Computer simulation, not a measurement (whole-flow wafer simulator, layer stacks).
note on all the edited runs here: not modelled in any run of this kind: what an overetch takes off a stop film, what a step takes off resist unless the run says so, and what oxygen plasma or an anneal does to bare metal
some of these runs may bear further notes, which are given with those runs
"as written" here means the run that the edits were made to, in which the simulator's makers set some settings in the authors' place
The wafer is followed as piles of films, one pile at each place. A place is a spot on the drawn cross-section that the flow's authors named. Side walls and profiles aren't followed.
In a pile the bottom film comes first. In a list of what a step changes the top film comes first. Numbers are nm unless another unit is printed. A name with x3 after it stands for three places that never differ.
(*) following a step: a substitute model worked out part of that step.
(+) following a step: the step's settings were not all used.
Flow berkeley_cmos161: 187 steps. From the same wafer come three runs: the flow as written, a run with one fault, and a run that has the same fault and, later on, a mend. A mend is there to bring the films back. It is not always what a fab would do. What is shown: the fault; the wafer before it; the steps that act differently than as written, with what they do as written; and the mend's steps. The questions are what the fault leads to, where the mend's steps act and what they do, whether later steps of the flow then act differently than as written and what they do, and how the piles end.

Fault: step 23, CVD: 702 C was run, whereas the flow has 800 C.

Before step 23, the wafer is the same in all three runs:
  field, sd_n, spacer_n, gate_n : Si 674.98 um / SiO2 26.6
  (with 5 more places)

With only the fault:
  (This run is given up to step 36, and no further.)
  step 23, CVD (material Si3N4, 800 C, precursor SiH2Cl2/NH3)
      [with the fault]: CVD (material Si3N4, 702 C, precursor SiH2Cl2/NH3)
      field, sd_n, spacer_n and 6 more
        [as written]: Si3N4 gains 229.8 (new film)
        [with the fault]: Si3N4 gains 48.2 (new film)
  Later steps of the flow acting differently than as written (not shown: 1 more step that differs only slightly, by at most 2% or 0.5 nm, whichever is larger):
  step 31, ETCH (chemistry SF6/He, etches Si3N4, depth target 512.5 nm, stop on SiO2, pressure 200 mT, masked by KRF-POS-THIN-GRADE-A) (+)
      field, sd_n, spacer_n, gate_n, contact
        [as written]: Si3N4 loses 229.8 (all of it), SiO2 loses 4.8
        [with the fault]: Si3N4 loses 48.2 (all of it), SiO2 loses 4.8
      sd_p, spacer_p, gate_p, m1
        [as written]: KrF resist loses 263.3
        [with the fault]: KrF resist loses 65.9
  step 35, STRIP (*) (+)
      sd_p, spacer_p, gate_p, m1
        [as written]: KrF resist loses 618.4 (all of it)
        [with the fault]: KrF resist loses 815.6 (all of it)
  After step 36, at sd_p, spacer_p, gate_p, m1, the piles differ from the flow's by more than 2% or 0.5 nm, whichever is larger.
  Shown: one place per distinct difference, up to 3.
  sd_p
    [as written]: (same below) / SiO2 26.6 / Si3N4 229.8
    [with the fault]: (same below) / SiO2 26.6 / Si3N4 48.2

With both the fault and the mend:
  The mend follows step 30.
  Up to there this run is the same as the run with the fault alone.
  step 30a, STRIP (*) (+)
      sd_p, spacer_p, gate_p, m1
        KrF resist loses 882 (all of it)
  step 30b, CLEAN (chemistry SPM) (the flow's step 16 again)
      leaves every film unchanged at each place that is followed
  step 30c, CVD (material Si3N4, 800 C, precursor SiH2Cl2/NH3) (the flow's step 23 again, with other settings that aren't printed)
      field, sd_n, spacer_n and 6 more
        Si3N4 gains 181.6
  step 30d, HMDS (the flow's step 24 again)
      leaves every film unchanged at each place that is followed
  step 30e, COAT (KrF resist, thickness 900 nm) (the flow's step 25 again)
      field, sd_n, spacer_n and 6 more
        KrF resist gains 900 (new film)
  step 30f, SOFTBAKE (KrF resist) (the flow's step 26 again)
      leaves every film unchanged at each place that is followed
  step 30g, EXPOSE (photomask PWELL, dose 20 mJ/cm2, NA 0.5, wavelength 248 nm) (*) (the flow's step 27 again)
      leaves every film unchanged at each place that is followed
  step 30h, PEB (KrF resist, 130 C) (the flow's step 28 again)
      field, sd_n, spacer_n and 6 more
        KrF resist loses 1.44
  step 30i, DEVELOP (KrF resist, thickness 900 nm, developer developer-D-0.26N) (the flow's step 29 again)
      field, sd_n, spacer_n, gate_n, contact
        KrF resist loses 898.6 (all of it)
      sd_p, spacer_p, gate_p, m1
        KrF resist loses 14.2
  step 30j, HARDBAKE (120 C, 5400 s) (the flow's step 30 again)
      sd_p, spacer_p, gate_p, m1
        KrF resist loses 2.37
  Every later step of the flow that is run acts as written at every place that is followed.
  At every place that both follow, the piles at the end match the flow's.
